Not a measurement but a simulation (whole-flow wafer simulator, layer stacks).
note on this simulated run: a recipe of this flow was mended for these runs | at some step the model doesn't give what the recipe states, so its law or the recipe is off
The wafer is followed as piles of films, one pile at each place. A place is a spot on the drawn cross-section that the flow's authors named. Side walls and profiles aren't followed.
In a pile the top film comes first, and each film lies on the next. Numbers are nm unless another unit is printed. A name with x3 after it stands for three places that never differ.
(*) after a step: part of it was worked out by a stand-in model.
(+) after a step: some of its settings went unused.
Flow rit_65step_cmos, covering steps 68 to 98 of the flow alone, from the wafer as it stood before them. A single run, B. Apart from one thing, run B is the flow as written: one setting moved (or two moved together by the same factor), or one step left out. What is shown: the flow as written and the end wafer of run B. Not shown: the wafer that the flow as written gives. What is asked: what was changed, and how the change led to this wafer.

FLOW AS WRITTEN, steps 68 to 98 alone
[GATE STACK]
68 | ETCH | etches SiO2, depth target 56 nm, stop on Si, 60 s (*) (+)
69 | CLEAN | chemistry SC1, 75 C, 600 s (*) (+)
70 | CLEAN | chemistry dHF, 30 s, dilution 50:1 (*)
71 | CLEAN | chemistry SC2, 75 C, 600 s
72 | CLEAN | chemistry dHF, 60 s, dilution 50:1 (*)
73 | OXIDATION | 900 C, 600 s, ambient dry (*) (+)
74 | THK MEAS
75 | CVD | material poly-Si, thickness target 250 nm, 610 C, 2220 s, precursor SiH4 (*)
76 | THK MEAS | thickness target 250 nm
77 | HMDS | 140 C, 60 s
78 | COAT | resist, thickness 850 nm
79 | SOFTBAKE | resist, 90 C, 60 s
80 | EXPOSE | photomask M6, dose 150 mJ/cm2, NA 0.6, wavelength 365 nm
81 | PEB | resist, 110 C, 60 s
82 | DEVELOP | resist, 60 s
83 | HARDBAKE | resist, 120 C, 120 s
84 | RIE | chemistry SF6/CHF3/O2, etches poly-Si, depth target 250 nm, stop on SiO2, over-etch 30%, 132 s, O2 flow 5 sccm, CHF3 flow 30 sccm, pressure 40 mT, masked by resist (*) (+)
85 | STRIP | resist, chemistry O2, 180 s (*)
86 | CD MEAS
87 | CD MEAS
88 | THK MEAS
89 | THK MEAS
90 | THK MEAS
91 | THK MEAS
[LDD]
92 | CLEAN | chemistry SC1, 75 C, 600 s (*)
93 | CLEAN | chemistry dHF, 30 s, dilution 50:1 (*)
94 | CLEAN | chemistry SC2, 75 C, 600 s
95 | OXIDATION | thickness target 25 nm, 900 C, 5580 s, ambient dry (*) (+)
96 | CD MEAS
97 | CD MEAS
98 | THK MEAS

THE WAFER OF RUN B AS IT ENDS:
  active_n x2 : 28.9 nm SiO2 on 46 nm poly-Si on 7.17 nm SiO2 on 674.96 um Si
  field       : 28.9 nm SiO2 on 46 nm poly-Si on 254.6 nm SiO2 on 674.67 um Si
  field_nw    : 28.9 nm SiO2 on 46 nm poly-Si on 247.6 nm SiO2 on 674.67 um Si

What caused this: step 75, CVD: thickness target 388 nm was run, while the flow as written has thickness target 250 nm; step 75, CVD: 3441 s was run, where the flow has 2220 s.

Step by step, how the change led to this:
  75 | CVD | material poly-Si, thickness target 250 nm, 610 C, 2220 s, precursor SiH4 (*)
      field, field_pw, field_nw and 11 more: poly-Si gains 388 (new film) (in the flow as written it would be: poly-Si gains 250 (new film))
  84 | RIE | chemistry SF6/CHF3/O2, etches poly-Si, depth target 250 nm, stop on SiO2, over-etch 30%, 132 s, O2 flow 5 sccm, CHF3 flow 30 sccm, pressure 40 mT, masked by resist (*) (+)
      field, field_pw, field_nw and 9 more: poly-Si loses 325 (in the flow as written it would be: poly-Si loses 250 (all of it), SiO2 loses 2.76)
  85 | STRIP | resist, chemistry O2, 180 s (*)
      field, field_pw, field_nw and 9 more: chemical SiO2 gains 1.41 (new film), poly-Si loses 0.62 (in the flow as written it would be: nothing)
  92 | CLEAN | chemistry SC1, 75 C, 600 s (*)
      field, field_pw, field_nw and 9 more: chemical SiO2 loses 0.81, poly-Si loses 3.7 (in the flow as written it would be: SiO2 loses 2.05)
  93 | CLEAN | chemistry dHF, 30 s, dilution 50:1 (*)
      active_n x2, spacer, spacer_p, sd_n, sd_p, contact, m1: chemical SiO2 loses 0.6 (all of it) (in the flow as written it would be: SiO2 loses 2.36 (all of it))
      field, field_pw, field_nw, field_p: chemical SiO2 loses 0.6 (all of it) (in the flow as written it would be: SiO2 loses 2.78)
  95 | OXIDATION | thickness target 25 nm, 900 C, 5580 s, ambient dry (*) (+)
      active_n x2, spacer, spacer_p, sd_n, sd_p, contact, m1: SiO2 gains 28.9 (new film), chemical SiO2 loses 0.4 (all of it), poly-Si loses 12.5 (in the flow as written it would be: SiO2 gains 26.5 (new film), chemical SiO2 loses 0.4 (all of it), Si loses 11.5)
      field, field_pw: SiO2 gains 28.9 (new film), chemical SiO2 loses 0.4 (all of it), poly-Si loses 12.5 (in the flow as written it would be: SiO2 gains 6.43, Si loses 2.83)
      (as well as at 2 more places)
